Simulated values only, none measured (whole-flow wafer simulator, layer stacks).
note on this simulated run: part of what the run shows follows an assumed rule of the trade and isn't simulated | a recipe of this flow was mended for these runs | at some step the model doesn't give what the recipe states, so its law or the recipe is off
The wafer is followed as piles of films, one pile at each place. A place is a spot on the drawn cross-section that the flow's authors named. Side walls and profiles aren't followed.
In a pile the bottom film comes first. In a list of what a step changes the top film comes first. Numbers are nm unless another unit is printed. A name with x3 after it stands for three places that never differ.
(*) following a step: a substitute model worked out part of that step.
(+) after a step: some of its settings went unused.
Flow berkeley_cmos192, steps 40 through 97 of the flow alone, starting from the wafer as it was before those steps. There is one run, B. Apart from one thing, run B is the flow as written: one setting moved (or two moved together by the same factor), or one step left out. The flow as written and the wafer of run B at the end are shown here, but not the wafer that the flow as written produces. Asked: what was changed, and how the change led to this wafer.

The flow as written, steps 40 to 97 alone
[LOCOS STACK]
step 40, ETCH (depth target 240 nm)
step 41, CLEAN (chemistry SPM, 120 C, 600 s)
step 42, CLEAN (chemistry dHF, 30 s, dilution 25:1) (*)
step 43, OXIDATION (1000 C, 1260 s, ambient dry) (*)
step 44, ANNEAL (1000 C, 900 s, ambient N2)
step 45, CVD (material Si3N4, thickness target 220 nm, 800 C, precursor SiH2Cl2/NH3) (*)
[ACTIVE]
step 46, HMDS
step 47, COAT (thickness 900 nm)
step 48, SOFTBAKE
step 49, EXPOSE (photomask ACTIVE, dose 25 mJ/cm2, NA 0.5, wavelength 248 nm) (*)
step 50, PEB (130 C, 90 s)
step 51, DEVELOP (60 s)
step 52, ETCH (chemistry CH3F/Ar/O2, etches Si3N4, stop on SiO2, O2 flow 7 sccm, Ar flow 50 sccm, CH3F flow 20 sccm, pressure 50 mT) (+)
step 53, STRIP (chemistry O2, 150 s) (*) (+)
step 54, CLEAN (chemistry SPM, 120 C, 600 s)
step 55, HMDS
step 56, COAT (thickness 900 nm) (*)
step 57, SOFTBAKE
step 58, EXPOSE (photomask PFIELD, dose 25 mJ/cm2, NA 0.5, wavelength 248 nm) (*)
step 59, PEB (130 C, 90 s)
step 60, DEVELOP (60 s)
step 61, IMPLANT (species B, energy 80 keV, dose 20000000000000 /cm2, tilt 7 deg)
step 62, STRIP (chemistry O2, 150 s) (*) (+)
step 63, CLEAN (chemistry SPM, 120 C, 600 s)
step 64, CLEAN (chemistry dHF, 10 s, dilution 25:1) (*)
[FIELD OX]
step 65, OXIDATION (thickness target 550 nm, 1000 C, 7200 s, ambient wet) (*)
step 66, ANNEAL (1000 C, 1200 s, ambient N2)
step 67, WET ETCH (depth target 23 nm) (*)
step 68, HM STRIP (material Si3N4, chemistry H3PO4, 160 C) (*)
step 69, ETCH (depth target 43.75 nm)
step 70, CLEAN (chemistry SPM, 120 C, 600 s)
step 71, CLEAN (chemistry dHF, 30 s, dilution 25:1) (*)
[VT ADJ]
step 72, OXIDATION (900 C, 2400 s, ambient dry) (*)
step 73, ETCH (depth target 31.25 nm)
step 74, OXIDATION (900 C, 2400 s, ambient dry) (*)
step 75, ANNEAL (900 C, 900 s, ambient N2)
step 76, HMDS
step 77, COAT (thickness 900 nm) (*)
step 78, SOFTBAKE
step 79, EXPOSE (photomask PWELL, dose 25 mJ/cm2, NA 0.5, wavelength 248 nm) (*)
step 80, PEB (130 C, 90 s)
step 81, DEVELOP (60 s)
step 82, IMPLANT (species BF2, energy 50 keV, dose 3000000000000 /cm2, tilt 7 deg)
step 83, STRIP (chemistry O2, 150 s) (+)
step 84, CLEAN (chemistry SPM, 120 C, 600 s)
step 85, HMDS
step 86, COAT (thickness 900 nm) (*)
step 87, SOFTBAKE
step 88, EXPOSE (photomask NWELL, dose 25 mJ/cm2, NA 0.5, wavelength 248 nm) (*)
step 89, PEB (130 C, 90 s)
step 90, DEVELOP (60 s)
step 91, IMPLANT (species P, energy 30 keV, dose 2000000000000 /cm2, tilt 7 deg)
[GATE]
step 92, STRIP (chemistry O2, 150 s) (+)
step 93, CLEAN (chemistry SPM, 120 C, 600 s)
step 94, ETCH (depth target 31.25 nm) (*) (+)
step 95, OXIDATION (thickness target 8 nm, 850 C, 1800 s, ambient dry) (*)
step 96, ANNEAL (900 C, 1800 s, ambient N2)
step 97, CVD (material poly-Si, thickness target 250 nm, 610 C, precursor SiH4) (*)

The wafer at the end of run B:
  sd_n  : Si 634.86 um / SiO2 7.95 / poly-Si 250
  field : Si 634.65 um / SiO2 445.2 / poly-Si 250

The reason: step 40, ETCH: depth target 96 nm was run, while the flow as written has depth target 240 nm.

Step by step, how the change led to this:
  step 40, ETCH (depth target 240 nm)
      field, sd_n, spacer_n and 6 more: -96 SiO2 (it would be, as written: -197.6 SiO2 (all of it))
  step 41, CLEAN (chemistry SPM, 120 C, 600 s)
      field, sd_n, spacer_n and 6 more: nothing (it would be, as written: +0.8 chemical SiO2 (new film), -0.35 Si)
  step 42, CLEAN (chemistry dHF, 30 s, dilution 25:1) (*)
      field, sd_n, spacer_n and 6 more: -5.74 SiO2 (it would be, as written: -0.8 chemical SiO2 (all of it))
  step 43, OXIDATION (1000 C, 1260 s, ambient dry) (*)
      field, sd_n, spacer_n and 6 more: +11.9 SiO2, -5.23 Si (it would be, as written: +26.6 SiO2 (new film), -11.7 Si)
  step 65, OXIDATION (thickness target 550 nm, 1000 C, 7200 s, ambient wet) (*)
      sd_n, sd_p: +12.1 SiO2 (new film), -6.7 Si3N4 (it would be, as written: +12.1 SiO2 (new film), -6.7 Si3N4, +0.06 SiO2, -0.06 Si)
      gate: +12.1 SiO2 (new film), -6.7 Si3N4 (it would be, as written: +12.1 SiO2 (new film), -6.7 Si3N4, +0.05 SiO2, -0.05 Si)
      (as well as at 1 more place)
  step 69, ETCH (depth target 43.75 nm)
      spacer_n, gate, spacer_p, gate_p, contact, m1: -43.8 SiO2 (it would be, as written: -16.7 SiO2 (all of it))
      sd_n, sd_p: -43.8 SiO2 (it would be, as written: -16.8 SiO2 (all of it))
  step 70, CLEAN (chemistry SPM, 120 C, 600 s)
      sd_n, spacer_n, gate, sd_p, spacer_p, gate_p, contact, m1: nothing (it would be, as written: +0.8 chemical SiO2 (new film), -0.35 Si)
  step 71, CLEAN (chemistry dHF, 30 s, dilution 25:1) (*)
      sd_n, spacer_n, gate, sd_p, spacer_p, gate_p, contact, m1: -5.74 SiO2 (it would be, as written: -0.8 chemical SiO2 (all of it))
  step 72, OXIDATION (900 C, 2400 s, ambient dry) (*)
      sd_n, spacer_n, gate, sd_p, spacer_p, gate_p, contact, m1: +8.33 SiO2, -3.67 Si (it would be, as written: +14.9 SiO2 (new film), -6.57 Si)
  step 73, ETCH (depth target 31.25 nm)
      sd_n, spacer_n, gate, sd_p, spacer_p, gate_p, contact, m1: -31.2 SiO2 (it would be, as written: -14.9 SiO2 (all of it))
  step 74, OXIDATION (900 C, 2400 s, ambient dry) (*)
      sd_n, spacer_n, gate, sd_p, spacer_p, gate_p, contact, m1: +8.19 SiO2, -3.6 Si (it would be, as written: +14.9 SiO2 (new film), -6.57 Si)
  step 94, ETCH (depth target 31.25 nm) (*) (+)
      sd_n, spacer_n, gate, sd_p, spacer_p, gate_p, contact, m1: -31.2 SiO2 (it would be, as written: -14.9 SiO2 (all of it))
  step 95, OXIDATION (thickness target 8 nm, 850 C, 1800 s, ambient dry) (*)
      sd_n, spacer_n, gate, sd_p, spacer_p, gate_p, contact, m1: +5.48 SiO2, -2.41 Si (it would be, as written: +7.48 SiO2 (new film), -3.29 Si)
